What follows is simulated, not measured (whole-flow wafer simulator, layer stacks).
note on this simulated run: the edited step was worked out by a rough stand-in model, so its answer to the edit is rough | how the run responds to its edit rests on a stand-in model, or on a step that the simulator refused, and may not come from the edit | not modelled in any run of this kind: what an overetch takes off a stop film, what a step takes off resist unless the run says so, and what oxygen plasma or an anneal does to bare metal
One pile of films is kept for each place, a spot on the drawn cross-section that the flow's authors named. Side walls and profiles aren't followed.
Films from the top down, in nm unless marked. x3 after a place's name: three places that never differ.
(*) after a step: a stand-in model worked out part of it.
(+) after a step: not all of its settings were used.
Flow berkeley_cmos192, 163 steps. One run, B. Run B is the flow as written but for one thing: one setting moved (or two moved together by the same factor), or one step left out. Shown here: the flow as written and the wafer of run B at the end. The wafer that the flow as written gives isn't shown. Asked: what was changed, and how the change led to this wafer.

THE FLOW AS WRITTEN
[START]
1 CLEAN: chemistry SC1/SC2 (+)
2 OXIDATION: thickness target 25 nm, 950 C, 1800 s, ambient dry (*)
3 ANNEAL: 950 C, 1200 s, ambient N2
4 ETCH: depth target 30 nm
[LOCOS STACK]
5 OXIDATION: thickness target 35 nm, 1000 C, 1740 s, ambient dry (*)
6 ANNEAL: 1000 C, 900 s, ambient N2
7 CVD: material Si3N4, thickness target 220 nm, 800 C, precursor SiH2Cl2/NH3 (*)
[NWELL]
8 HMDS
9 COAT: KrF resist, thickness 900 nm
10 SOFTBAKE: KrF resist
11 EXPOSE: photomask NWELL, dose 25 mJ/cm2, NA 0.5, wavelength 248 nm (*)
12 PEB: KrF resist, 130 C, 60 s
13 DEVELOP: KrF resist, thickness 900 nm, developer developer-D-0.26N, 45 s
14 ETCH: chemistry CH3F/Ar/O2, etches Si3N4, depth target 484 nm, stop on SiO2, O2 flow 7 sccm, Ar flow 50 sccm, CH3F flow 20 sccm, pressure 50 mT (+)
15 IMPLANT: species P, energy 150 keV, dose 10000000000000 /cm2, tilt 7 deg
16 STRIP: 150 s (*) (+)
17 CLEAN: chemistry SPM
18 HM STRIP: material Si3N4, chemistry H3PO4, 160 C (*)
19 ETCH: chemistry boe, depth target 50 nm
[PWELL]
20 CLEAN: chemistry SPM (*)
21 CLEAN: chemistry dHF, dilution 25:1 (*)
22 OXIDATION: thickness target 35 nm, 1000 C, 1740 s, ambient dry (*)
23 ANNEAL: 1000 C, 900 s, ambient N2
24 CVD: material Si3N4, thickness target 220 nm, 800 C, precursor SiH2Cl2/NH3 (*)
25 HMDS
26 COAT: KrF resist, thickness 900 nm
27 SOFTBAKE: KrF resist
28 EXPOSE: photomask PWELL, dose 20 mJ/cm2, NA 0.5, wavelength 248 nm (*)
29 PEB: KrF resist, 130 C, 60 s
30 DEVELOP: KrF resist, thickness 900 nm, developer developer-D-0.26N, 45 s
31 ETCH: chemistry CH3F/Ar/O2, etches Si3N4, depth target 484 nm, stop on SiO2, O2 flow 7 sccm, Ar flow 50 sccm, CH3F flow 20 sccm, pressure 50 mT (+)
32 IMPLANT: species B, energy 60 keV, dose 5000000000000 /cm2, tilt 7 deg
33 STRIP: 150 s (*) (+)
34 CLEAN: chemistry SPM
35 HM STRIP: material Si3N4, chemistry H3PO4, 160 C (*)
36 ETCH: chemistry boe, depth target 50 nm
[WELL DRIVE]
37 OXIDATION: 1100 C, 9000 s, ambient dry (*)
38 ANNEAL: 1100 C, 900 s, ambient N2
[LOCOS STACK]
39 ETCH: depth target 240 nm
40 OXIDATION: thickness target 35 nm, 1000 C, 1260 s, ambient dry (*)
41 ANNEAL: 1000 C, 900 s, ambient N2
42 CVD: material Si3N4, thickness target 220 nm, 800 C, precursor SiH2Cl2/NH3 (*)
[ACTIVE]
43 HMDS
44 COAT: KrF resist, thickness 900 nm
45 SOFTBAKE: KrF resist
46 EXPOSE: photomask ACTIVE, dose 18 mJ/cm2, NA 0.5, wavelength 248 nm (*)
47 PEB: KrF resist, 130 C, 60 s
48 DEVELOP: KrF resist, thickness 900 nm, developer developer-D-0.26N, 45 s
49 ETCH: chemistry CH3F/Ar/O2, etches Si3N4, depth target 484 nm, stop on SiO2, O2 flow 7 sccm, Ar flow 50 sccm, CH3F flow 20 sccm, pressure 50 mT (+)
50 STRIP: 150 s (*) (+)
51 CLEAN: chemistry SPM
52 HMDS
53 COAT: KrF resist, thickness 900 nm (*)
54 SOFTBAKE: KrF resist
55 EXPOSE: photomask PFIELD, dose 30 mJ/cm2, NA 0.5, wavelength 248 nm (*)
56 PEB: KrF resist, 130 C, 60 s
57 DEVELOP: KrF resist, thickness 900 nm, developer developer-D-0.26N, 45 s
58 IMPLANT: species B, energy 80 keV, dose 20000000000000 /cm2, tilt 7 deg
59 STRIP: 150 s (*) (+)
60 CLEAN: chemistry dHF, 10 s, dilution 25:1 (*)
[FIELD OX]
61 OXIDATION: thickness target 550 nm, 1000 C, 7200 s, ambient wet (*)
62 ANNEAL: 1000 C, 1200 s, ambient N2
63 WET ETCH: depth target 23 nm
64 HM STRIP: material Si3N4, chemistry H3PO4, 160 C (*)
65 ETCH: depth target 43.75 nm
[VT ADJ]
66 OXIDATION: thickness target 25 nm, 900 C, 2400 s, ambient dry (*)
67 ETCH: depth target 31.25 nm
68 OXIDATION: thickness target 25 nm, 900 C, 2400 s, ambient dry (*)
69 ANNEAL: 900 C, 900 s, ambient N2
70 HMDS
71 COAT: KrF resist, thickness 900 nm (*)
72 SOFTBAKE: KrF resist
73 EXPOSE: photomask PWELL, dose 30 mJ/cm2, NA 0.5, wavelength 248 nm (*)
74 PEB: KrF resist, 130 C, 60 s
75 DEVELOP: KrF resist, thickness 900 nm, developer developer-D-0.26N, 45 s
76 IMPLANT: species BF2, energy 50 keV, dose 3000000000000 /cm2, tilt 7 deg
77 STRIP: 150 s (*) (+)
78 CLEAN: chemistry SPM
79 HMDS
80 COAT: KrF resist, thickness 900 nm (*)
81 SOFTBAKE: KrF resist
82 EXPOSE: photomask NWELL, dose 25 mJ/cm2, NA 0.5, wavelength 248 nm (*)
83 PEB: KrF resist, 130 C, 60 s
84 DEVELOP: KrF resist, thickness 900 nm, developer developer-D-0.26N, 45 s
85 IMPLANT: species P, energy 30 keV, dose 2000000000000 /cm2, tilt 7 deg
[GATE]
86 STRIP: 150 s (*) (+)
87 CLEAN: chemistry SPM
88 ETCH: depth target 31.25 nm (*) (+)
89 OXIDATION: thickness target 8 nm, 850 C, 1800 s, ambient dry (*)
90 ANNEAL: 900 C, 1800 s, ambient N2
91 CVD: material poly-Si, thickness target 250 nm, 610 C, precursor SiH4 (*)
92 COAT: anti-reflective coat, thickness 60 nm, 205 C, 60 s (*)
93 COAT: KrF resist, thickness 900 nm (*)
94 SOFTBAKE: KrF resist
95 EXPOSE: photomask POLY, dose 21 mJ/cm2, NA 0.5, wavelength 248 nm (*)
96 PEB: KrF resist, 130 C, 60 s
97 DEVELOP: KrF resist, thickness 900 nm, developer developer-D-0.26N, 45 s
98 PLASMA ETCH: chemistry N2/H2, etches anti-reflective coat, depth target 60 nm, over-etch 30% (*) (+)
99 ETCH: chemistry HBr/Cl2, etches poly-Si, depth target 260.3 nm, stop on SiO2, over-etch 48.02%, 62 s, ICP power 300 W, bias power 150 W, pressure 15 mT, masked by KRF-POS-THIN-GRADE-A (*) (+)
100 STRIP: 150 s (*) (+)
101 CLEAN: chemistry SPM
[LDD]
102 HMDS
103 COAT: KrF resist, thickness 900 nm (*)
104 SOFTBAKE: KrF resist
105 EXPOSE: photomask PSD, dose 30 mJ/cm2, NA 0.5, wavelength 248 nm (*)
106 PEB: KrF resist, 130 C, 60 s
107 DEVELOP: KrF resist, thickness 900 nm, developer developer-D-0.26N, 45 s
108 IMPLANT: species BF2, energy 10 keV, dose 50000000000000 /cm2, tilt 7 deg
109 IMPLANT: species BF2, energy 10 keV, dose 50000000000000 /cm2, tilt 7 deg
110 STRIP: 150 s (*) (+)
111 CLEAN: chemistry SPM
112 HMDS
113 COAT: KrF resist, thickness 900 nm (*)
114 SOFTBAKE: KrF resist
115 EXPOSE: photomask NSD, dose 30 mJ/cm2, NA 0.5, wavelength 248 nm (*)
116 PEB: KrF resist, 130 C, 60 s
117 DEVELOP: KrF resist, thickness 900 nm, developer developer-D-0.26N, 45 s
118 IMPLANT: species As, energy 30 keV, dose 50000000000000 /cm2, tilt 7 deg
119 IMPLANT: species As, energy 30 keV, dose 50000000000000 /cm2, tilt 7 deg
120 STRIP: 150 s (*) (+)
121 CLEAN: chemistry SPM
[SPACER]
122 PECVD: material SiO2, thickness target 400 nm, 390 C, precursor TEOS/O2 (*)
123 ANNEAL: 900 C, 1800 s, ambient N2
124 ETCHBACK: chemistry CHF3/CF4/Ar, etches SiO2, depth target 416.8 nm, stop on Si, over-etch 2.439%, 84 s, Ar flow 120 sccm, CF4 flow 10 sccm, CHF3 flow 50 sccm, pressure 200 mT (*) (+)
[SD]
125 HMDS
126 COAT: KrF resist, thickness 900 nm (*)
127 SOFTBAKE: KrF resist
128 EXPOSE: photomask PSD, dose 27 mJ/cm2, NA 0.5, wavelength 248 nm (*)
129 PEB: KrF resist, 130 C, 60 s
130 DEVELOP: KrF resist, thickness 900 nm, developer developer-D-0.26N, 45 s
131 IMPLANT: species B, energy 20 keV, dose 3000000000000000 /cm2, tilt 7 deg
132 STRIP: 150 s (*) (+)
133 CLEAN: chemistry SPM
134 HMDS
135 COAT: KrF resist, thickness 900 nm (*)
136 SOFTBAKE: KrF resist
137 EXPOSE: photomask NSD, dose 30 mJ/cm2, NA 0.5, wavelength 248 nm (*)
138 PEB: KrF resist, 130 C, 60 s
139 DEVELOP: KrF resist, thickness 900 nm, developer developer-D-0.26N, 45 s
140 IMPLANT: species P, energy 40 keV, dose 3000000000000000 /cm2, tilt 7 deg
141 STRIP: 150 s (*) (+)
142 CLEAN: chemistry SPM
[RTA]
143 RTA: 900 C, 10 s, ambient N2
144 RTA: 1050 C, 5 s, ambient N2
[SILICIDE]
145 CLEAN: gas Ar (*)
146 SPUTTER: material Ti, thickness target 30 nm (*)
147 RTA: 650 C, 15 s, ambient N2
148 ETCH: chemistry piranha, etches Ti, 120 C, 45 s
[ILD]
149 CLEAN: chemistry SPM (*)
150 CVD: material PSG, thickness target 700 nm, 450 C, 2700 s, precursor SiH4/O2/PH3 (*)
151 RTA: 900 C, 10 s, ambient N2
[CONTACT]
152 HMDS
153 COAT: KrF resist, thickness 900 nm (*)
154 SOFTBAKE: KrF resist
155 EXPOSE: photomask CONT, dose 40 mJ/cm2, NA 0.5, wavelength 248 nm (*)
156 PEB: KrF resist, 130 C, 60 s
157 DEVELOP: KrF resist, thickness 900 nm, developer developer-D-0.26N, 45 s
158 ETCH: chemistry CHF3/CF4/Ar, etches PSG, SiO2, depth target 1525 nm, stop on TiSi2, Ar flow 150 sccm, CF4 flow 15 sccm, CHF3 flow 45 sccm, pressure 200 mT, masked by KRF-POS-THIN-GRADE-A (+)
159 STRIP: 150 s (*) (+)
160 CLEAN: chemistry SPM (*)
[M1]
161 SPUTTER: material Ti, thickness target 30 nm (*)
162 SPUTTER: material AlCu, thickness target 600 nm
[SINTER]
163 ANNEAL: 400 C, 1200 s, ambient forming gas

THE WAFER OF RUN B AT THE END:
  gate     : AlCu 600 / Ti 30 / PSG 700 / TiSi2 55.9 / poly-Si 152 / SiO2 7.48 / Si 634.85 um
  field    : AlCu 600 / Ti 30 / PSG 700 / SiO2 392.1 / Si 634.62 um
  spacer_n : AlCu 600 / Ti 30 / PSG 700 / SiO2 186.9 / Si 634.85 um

The cause: step 91, CVD: thickness target 211 nm was run, where the flow has thickness target 250 nm.

How the change led to this, step by step:
  91 CVD: material poly-Si, thickness target 250 nm, 610 C, precursor SiH4 (*)
      field, sd_n, spacer_n and 6 more: poly-Si +211 (new film) (as written it would be: poly-Si +250 (new film))
  99 ETCH: chemistry HBr/Cl2, etches poly-Si, depth target 260.3 nm, stop on SiO2, over-etch 48.02%, 62 s, ICP power 300 W, bias power 150 W, pressure 15 mT, masked by KRF-POS-THIN-GRADE-A (*) (+)
      spacer_n, spacer_p: poly-Si -206.8 (all of it), SiO2 -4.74 (as written it would be: poly-Si -245.8 (all of it), SiO2 -1.74)
      field: poly-Si -206.9 (all of it), SiO2 -4.74 (as written it would be: poly-Si -245.8 (all of it), SiO2 -1.74)
      (and at 4 more places)
  103 COAT: KrF resist, thickness 900 nm (*)
      gate: KrF resist +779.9 (new film) (as written it would be: KrF resist +748 (new film))
      gate_p: KrF resist +775.9 (new film) (as written it would be: KrF resist +744.1 (new film))
  107 DEVELOP: KrF resist, thickness 900 nm, developer developer-D-0.26N, 45 s
      gate_p: KrF resist -774.7 (all of it) (as written it would be: KrF resist -742.9 (all of it))
  110 STRIP: 150 s (*) (+)
      gate: KrF resist -764.4 (all of it), chemical SiO2 +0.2, poly-Si -0.09 (as written it would be: KrF resist -732.7 (all of it), chemical SiO2 +0.2, poly-Si -0.09)
  113 COAT: KrF resist, thickness 900 nm (*)
      gate: KrF resist +779.1 (new film) (as written it would be: KrF resist +747.9 (new film))
      gate_p: KrF resist +775.1 (new film) (as written it would be: KrF resist +743.9 (new film))
  117 DEVELOP: KrF resist, thickness 900 nm, developer developer-D-0.26N, 45 s
      gate: KrF resist -777.9 (all of it) (as written it would be: KrF resist -746.8 (all of it))
  120 STRIP: 150 s (*) (+)
      gate_p: KrF resist -759.7 (all of it), chemical SiO2 +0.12, poly-Si -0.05 (as written it would be: KrF resist -728.6 (all of it), chemical SiO2 +0.12, poly-Si -0.05)
  124 ETCHBACK: chemistry CHF3/CF4/Ar, etches SiO2, depth target 416.8 nm, stop on Si, over-etch 2.439%, 84 s, Ar flow 120 sccm, CF4 flow 10 sccm, CHF3 flow 50 sccm, pressure 200 mT (*) (+)
      spacer_n: SiO2 -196 (as written it would be: SiO2 -160)
      spacer_p: SiO2 -195.9 (as written it would be: SiO2 -159.9)
  126 COAT: KrF resist, thickness 900 nm (*)
      spacer_n: KrF resist +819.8 (new film) (as written it would be: KrF resist +791.6 (new film))
      gate: KrF resist +799 (new film) (as written it would be: KrF resist +771.5 (new film))
      (and at 2 more places)
  130 DEVELOP: KrF resist, thickness 900 nm, developer developer-D-0.26N, 45 s
      spacer_p: KrF resist -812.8 (all of it) (as written it would be: KrF resist -784.6 (all of it))
      gate_p: KrF resist -791.9 (all of it) (as written it would be: KrF resist -764.3 (all of it))
  132 STRIP: 150 s (*) (+)
      spacer_n: KrF resist -804.3 (all of it) (as written it would be: KrF resist -776.1 (all of it))
      gate: chemical SiO2 +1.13 (new film), KrF resist -783.6 (all of it), poly-Si -0.5 (as written it would be: chemical SiO2 +1.13 (new film), KrF resist -756.1 (all of it), poly-Si -0.5)
  135 COAT: KrF resist, thickness 900 nm (*)
      spacer_n: KrF resist +819.4 (new film) (as written it would be: KrF resist +791.1 (new film))
      gate: KrF resist +797.9 (new film) (as written it would be: KrF resist +770.3 (new film))
      (and at 2 more places)
  139 DEVELOP: KrF resist, thickness 900 nm, developer developer-D-0.26N, 45 s
      spacer_n: KrF resist -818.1 (all of it) (as written it would be: KrF resist -789.9 (all of it))
      gate: KrF resist -796.7 (all of it) (as written it would be: KrF resist -769.1 (all of it))
  141 STRIP: 150 s (*) (+)
      spacer_p: KrF resist -798.4 (all of it) (as written it would be: KrF resist -770.2 (all of it))
      gate_p: KrF resist -776.7 (all of it), chemical SiO2 +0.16 (as written it would be: KrF resist -749.1 (all of it), chemical SiO2 +0.16)
  153 COAT: KrF resist, thickness 900 nm (*)
      spacer_n: KrF resist +850 (new film) (as written it would be: KrF resist +829.8 (new film))
      gate: KrF resist +827.4 (new film) (as written it would be: KrF resist +809.7 (new film))
      (and at 2 more places)
  159 STRIP: 150 s (*) (+)
      spacer_n: KrF resist -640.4 (all of it) (as written it would be: KrF resist -620.3 (all of it))
      gate: KrF resist -617.9 (all of it) (as written it would be: KrF resist -600.1 (all of it))
      (and at 2 more places)
